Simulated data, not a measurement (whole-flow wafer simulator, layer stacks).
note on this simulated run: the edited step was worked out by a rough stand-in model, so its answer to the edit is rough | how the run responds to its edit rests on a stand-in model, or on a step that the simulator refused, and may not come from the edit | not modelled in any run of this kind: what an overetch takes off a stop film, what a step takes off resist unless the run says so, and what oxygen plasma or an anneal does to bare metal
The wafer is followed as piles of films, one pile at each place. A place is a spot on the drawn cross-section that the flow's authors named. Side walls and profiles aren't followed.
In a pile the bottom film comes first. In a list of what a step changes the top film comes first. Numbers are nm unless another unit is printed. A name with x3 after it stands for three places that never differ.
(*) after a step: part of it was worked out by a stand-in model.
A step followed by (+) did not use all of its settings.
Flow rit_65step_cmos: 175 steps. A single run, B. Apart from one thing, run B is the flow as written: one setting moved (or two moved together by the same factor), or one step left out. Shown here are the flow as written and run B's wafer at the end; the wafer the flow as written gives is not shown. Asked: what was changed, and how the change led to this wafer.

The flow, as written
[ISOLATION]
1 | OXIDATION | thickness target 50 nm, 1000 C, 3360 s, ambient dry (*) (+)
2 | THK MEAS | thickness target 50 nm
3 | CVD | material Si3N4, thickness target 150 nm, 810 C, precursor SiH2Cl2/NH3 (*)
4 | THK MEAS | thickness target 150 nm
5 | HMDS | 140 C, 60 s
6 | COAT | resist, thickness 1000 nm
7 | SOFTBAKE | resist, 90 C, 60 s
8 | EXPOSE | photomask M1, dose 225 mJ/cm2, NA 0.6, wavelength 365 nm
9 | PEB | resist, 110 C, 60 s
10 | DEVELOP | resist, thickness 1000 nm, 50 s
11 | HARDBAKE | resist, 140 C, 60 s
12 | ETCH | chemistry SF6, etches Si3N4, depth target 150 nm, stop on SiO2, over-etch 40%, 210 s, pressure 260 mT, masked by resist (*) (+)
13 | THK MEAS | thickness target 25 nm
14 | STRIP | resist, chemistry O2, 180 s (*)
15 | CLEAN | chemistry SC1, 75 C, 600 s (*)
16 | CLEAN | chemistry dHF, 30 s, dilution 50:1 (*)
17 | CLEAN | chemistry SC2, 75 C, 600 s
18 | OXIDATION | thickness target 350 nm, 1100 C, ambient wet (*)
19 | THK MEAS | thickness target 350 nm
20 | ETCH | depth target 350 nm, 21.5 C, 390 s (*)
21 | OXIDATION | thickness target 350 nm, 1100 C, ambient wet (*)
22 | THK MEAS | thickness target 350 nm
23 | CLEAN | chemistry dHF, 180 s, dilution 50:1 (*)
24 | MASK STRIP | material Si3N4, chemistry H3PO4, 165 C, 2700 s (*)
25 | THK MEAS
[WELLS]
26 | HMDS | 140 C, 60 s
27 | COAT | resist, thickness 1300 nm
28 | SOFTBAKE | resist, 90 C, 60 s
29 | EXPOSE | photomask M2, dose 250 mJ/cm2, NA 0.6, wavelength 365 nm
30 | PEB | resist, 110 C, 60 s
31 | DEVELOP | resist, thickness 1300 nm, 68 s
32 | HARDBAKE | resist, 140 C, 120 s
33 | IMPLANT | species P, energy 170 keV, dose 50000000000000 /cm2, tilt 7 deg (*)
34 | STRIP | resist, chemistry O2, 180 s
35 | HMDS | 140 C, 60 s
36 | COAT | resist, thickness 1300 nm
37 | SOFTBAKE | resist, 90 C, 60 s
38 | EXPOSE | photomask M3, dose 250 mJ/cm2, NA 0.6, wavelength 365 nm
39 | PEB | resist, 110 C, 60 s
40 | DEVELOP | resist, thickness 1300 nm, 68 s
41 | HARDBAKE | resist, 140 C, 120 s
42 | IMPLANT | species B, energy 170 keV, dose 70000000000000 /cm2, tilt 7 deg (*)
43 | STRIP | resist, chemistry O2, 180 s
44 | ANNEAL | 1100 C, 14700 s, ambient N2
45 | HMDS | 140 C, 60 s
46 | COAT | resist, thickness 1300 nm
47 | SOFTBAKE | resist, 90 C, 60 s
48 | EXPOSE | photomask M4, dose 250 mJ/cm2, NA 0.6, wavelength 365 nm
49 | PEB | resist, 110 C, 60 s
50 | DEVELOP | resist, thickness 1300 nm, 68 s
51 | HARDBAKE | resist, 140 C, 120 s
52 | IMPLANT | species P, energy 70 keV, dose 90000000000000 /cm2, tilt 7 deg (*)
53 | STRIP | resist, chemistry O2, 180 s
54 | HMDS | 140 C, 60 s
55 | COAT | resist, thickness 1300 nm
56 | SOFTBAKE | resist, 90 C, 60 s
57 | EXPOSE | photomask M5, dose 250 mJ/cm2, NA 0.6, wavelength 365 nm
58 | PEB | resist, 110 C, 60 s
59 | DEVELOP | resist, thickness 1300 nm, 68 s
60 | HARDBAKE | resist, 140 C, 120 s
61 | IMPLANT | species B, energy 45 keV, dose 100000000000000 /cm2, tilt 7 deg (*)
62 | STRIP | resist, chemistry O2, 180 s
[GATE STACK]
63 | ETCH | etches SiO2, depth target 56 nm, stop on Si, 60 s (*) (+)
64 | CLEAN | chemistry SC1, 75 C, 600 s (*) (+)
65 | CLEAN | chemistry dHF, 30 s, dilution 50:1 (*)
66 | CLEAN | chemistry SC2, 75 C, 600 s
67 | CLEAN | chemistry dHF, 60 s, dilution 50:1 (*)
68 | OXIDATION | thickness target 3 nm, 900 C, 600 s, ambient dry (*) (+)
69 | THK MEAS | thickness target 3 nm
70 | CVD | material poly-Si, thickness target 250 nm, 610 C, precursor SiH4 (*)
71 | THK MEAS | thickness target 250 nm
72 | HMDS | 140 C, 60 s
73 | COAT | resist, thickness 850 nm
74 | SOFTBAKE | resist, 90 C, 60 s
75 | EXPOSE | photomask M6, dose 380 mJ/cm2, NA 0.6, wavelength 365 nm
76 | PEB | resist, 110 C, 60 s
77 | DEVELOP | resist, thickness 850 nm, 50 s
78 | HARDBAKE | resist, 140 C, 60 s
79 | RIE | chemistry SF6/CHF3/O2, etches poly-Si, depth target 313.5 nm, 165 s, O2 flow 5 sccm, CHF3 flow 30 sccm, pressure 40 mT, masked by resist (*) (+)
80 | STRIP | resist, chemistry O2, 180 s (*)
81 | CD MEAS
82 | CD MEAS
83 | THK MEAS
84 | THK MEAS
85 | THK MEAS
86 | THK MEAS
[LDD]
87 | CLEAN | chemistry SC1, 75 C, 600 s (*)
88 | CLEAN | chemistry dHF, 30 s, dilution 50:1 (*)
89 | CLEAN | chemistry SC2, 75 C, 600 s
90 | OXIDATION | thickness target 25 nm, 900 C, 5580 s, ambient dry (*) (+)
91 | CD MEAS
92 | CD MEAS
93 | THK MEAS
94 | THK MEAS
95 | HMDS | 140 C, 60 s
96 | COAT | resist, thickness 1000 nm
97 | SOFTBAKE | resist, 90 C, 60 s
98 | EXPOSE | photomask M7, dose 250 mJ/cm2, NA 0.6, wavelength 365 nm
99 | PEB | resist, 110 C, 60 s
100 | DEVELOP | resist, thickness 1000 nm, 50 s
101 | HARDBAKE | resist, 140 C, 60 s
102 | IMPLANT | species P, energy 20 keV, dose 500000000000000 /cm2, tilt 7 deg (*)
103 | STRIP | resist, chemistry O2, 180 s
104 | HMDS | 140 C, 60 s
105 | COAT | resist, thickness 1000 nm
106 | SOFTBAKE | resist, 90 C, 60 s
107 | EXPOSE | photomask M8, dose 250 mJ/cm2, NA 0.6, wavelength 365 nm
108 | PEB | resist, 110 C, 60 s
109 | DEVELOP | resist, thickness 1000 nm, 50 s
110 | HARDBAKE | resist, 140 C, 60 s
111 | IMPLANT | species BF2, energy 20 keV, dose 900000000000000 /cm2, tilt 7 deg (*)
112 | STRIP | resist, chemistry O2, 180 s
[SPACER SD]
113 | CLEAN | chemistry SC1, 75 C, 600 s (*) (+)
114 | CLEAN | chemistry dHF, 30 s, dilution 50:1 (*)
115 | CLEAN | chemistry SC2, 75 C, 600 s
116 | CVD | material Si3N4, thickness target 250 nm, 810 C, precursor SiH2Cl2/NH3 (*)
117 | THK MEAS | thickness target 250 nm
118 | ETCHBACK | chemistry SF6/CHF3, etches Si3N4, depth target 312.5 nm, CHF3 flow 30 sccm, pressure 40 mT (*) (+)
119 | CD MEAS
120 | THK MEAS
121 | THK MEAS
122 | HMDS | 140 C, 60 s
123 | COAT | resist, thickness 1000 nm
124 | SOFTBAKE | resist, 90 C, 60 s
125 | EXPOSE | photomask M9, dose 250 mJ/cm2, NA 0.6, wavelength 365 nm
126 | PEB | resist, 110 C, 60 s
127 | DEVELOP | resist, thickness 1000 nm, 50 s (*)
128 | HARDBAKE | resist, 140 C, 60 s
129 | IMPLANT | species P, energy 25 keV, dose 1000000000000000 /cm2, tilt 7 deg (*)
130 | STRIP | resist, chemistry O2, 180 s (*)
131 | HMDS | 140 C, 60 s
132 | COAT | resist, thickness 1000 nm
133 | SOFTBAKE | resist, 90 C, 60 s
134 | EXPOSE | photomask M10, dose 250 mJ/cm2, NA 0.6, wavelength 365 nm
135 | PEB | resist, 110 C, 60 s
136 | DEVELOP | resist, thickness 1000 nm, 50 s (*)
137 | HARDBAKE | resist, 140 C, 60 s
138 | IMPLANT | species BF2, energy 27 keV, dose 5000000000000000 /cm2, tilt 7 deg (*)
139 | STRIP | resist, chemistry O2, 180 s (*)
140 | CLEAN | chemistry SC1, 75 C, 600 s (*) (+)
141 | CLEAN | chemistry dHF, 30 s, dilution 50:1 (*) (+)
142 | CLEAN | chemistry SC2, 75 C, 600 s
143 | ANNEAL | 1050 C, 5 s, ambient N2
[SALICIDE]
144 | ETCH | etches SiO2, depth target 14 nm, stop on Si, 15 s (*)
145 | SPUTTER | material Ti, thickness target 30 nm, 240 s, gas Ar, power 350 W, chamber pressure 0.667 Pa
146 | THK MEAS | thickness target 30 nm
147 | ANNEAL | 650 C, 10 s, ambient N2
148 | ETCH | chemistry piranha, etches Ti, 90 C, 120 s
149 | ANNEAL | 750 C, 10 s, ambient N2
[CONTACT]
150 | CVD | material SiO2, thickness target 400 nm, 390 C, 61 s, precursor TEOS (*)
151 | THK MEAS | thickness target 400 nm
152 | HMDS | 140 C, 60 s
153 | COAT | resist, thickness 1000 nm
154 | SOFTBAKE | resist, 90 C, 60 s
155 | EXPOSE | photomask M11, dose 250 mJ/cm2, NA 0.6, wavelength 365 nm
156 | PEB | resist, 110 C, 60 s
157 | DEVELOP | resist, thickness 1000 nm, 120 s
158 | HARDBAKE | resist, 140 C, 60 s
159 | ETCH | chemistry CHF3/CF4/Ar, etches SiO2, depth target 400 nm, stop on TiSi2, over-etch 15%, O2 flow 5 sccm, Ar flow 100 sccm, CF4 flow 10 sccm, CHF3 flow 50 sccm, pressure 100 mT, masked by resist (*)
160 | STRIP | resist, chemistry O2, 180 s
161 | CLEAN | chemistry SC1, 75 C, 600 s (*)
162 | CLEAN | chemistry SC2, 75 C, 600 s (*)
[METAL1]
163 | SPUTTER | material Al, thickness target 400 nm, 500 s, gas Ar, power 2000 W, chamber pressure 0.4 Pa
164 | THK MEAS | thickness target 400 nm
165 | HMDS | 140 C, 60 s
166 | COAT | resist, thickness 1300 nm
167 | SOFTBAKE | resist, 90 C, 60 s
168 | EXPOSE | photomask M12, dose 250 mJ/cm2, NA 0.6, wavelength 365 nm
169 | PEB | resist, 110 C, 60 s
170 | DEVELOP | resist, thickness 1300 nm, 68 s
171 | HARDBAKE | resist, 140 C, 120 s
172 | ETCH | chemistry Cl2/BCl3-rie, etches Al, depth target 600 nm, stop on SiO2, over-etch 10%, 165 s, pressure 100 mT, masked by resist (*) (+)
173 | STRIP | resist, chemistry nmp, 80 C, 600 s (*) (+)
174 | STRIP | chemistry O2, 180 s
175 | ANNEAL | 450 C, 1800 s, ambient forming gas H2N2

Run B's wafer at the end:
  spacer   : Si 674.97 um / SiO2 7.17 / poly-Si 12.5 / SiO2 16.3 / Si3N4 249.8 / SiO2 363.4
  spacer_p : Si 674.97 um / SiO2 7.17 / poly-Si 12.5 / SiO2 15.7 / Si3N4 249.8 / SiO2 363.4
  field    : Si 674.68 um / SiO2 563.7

What caused this: step 70, CVD: thickness target 343 nm was run, whereas the flow has thickness target 250 nm.

The path from the change to this, step by step:
  70 | CVD | material poly-Si, thickness target 250 nm, 610 C, precursor SiH4 (*)
      field, field_pw, field_nw and 11 more: +343 poly-Si (new film) (it would be, as written: +250 poly-Si (new film))
  79 | RIE | chemistry SF6/CHF3/O2, etches poly-Si, depth target 313.5 nm, 165 s, O2 flow 5 sccm, CHF3 flow 30 sccm, pressure 40 mT, masked by resist (*) (+)
      active_n, active_p, spacer, spacer_p, sd_n, sd_p, contact, m1: -313.5 poly-Si (it would be, as written: -250 poly-Si (all of it), -7.17 SiO2 (all of it))
      field, field_pw, field_nw, field_p: -313.5 poly-Si (it would be, as written: -250 poly-Si (all of it), -10.9 SiO2)
  80 | STRIP | resist, chemistry O2, 180 s (*)
      active_n, active_p, spacer, spacer_p, sd_n, sd_p, contact, m1: +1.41 chemical SiO2 (new film), -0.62 poly-Si (it would be, as written: +1.41 chemical SiO2 (new film), -0.62 Si)
      field, field_pw, field_nw, field_p: +1.41 chemical SiO2 (new film), -0.62 poly-Si (it would be, as written: nothing)
  87 | CLEAN | chemistry SC1, 75 C, 600 s (*)
      active_n, active_p, spacer, spacer_p, sd_n, sd_p, contact, m1: -0.81 chemical SiO2, -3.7 poly-Si (it would be, as written: -0.81 chemical SiO2, -3.7 Si)
      field, field_pw, field_nw, field_p: -0.81 chemical SiO2, -3.7 poly-Si (it would be, as written: -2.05 SiO2)
  88 | CLEAN | chemistry dHF, 30 s, dilution 50:1 (*)
      field, field_pw, field_nw, field_p: -0.6 chemical SiO2 (all of it) (it would be, as written: -2.78 SiO2)
  90 | OXIDATION | thickness target 25 nm, 900 C, 5580 s, ambient dry (*) (+)
      active_n, active_p, spacer, spacer_p, sd_n, sd_p, contact, m1: +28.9 SiO2 (new film), -0.4 chemical SiO2 (all of it), -12.5 poly-Si (it would be, as written: +26.5 SiO2 (new film), -0.4 chemical SiO2 (all of it), -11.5 Si)
      field, field_pw: +28.9 SiO2 (new film), -0.4 chemical SiO2 (all of it), -12.5 poly-Si (it would be, as written: +6.57 SiO2, -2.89 Si)
      (and at 2 other places as well)
  96 | COAT | resist, thickness 1000 nm
      gate_n, gate_p: +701 resist (new film) (it would be, as written: +750.6 resist (new film))
  99 | PEB | resist, 110 C, 60 s
      gate_n, gate_p: -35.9 resist (it would be, as written: -38.6 resist)
  100 | DEVELOP | resist, thickness 1000 nm, 50 s
      gate_n: -665.1 resist (all of it) (it would be, as written: -712.1 resist (all of it))
  101 | HARDBAKE | resist, 140 C, 60 s
      gate_p: -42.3 resist (it would be, as written: -45.8 resist)
  103 | STRIP | resist, chemistry O2, 180 s
      gate_p: -622.8 resist (all of it) (it would be, as written: -666.3 resist (all of it))
  105 | COAT | resist, thickness 1000 nm
      gate_n, gate_p: +701 resist (new film) (it would be, as written: +750.6 resist (new film))
  108 | PEB | resist, 110 C, 60 s
      gate_n, gate_p: -35.9 resist (it would be, as written: -38.6 resist)
  109 | DEVELOP | resist, thickness 1000 nm, 50 s
      gate_p: -665.1 resist (all of it) (it would be, as written: -712.1 resist (all of it))
  110 | HARDBAKE | resist, 140 C, 60 s
      gate_n: -42.3 resist (it would be, as written: -45.8 resist)
  112 | STRIP | resist, chemistry O2, 180 s
      gate_n: -622.8 resist (all of it) (it would be, as written: -666.3 resist (all of it))
  ... 17 further steps ...
  170 | DEVELOP | resist, thickness 1300 nm, 68 s
      gate_n: -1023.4 resist (all of it) (it would be, as written: -1072.6 resist (all of it))
      gate_p: -1027 resist (all of it) (it would be, as written: -1076.3 resist (all of it))
      (and at 2 other places as well)
